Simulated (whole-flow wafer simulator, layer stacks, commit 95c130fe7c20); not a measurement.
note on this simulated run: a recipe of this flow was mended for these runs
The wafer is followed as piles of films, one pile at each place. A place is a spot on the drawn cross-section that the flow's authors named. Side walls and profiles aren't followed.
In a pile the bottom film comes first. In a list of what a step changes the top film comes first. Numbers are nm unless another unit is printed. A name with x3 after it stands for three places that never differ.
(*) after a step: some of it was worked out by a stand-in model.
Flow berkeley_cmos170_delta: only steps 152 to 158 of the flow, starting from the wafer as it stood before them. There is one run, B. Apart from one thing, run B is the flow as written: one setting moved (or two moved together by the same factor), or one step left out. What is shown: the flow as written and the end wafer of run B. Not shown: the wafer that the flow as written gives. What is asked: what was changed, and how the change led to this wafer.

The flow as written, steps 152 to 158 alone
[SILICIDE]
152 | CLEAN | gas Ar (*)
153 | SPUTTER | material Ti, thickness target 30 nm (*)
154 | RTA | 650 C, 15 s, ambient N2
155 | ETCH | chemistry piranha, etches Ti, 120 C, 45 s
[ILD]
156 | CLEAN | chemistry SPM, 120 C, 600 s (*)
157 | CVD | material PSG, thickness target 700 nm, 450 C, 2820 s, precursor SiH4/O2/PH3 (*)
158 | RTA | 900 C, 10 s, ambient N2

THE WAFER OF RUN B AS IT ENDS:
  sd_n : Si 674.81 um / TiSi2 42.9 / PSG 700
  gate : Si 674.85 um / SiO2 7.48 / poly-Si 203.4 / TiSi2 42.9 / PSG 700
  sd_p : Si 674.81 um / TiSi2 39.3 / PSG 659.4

The reason: step 153, SPUTTER: thickness target 23 nm was run, while the flow as written has thickness target 30 nm.

The path from the change to this, step by step:
  153 | SPUTTER | material Ti, thickness target 30 nm (*)
      field, sd_n, spacer_n, gate, spacer_p, gate_p, contact x2: Ti gains 23 (new film) (in the flow as written it would be: Ti gains 30 (new film))
      sd_p: Ti gains 21.1 (new film) (in the flow as written it would be: Ti gains 27.5 (new film))
  154 | RTA | 650 C, 15 s, ambient N2
      sd_n, contact x2: Ti loses 17.9, TiSi2 C49 gains 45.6 (new film), Si loses 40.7 (in the flow as written it would be: Ti loses 23.4, TiSi first gains 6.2 (new film), TiSi2 C49 gains 50.3 (new film), Si loses 49)
      gate, gate_p: Ti loses 17.9, TiSi2 C49 gains 45.6 (new film), poly-Si loses 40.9 (in the flow as written it would be: Ti loses 23.4, TiSi first gains 6.2 (new film), TiSi2 C49 gains 50.3 (new film), poly-Si loses 49.2)
      (and at 1 other place as well)
  155 | ETCH | chemistry piranha, etches Ti, 120 C, 45 s
      sd_n, gate, gate_p, contact x2: Ti loses 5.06 (all of it), TiSi2 C49 loses 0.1 (in the flow as written it would be: Ti loses 6.6 (all of it), TiSi first loses 0.1)
      sd_p: Ti loses 4.64 (all of it), TiSi2 C49 loses 0.1 (in the flow as written it would be: Ti loses 6.05 (all of it), TiSi first loses 0.1)
      (and at 3 other places as well)
  158 | RTA | 900 C, 10 s, ambient N2
      sd_n, contact x2: under 1 film: TiSi2 gains 42.9 (new film), TiSi2 C49 loses 45.5 (all of it) (in the flow as written it would be: under 1 film: TiSi2 gains 55.9 (new film), TiSi first loses 6.09 (all of it), TiSi2 C49 loses 50.3 (all of it), Si loses 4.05)
      gate, gate_p: under 1 film: TiSi2 gains 42.9 (new film), TiSi2 C49 loses 45.5 (all of it) (in the flow as written it would be: under 1 film: TiSi2 gains 55.9 (new film), TiSi first loses 6.09 (all of it), TiSi2 C49 loses 50.3 (all of it), poly-Si loses 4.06)
      (and at 1 other place as well)
